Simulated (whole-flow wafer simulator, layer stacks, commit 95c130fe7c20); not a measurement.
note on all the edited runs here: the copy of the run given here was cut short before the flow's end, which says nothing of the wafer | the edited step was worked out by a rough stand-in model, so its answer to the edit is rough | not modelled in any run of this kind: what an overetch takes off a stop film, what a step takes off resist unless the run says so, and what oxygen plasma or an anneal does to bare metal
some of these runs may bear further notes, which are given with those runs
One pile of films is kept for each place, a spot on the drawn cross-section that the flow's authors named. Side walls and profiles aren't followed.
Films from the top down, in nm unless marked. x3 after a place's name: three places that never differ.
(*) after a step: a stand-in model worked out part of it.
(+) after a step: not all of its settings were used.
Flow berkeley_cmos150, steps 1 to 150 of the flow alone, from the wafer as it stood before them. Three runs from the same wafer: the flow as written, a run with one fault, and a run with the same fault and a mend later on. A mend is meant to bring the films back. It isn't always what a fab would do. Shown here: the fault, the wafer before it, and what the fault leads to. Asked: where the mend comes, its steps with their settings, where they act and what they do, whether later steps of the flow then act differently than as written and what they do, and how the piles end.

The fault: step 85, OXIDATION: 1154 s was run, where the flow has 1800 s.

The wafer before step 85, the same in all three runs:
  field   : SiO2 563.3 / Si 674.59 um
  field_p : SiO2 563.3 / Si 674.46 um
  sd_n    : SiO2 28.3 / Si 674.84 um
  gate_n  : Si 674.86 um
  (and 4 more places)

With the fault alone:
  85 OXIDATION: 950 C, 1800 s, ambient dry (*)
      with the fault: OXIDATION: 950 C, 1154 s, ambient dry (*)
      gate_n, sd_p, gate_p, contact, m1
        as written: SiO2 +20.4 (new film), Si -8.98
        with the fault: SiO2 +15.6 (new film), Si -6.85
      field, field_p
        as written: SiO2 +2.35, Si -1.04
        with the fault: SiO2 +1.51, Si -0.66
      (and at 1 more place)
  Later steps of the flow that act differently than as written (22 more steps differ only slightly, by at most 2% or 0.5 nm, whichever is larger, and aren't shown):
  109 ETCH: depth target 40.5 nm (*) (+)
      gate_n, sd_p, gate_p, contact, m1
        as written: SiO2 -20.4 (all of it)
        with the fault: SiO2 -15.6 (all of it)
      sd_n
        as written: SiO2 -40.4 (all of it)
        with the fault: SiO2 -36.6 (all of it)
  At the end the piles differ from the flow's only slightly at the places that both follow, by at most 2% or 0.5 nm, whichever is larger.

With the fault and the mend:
  The mend comes after step 94.
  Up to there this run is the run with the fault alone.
  94a STRIP (*) (+)
      field_p
        KrF resist -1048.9 (all of it)
      sd_p
        KrF resist -1274.6 (all of it)
      gate_p
        KrF resist -1249.3 (all of it)
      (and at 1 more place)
  94b CLEAN: chemistry SPM, 600 s (the flow's step 77 once more)
      changes no film at any place that is followed
  94c OXIDATION: 950 C, 554 s, ambient dry (*) (the flow's step 85 once more, with other settings)
      gate_n, sd_p, gate_p, contact, m1
        SiO2 +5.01, Si -2.2
      field, field_p
        SiO2 +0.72, Si -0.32
      sd_n
        SiO2 +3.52, Si -1.55
  94d HMDS (the flow's step 88 once more)
      changes no film at any place that is followed
  94e COAT: KrF resist, thickness 1100 nm (*) (the flow's step 89 once more)
      field
        KrF resist +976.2 (new film)
      field_p
        KrF resist +1087.8 (new film)
      sd_n
        KrF resist +1243.1 (new film)
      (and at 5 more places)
  94f SOFTBAKE: KrF resist (the flow's step 90 once more)
      changes no film at any place that is followed
  94g EXPOSE: photomask NWELL INV, NA 0.5, wavelength 248 nm (*) (the flow's step 91 once more)
      changes no film at any place that is followed
  94h PEB: KrF resist, 110 C, 90 s (the flow's step 92 once more)
      field
        KrF resist -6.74
      field_p
        KrF resist -7.53
      sd_n
        KrF resist -8.63
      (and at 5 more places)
  94i DEVELOP: KrF resist, thickness 1100 nm, developer developer-D-0.26N, 45 s (the flow's step 93 once more)
      field_p, sd_p, gate_p, m1
        KrF resist -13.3
      field
        KrF resist -969.5 (all of it)
      sd_n
        KrF resist -1234.4 (all of it)
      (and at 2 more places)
  94j HARDBAKE: 120 C, 7200 s (the flow's step 94 once more)
      field_p
        KrF resist -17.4
      sd_p
        KrF resist -21.4
      gate_p
        KrF resist -20.9
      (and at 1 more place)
  No later step of the flow acts differently than as written, at any place that is followed, by more than 2% or 0.5 nm, whichever is larger.
  At the end the piles differ from the flow's only slightly at the places that both follow, by at most 2% or 0.5 nm, whichever is larger.
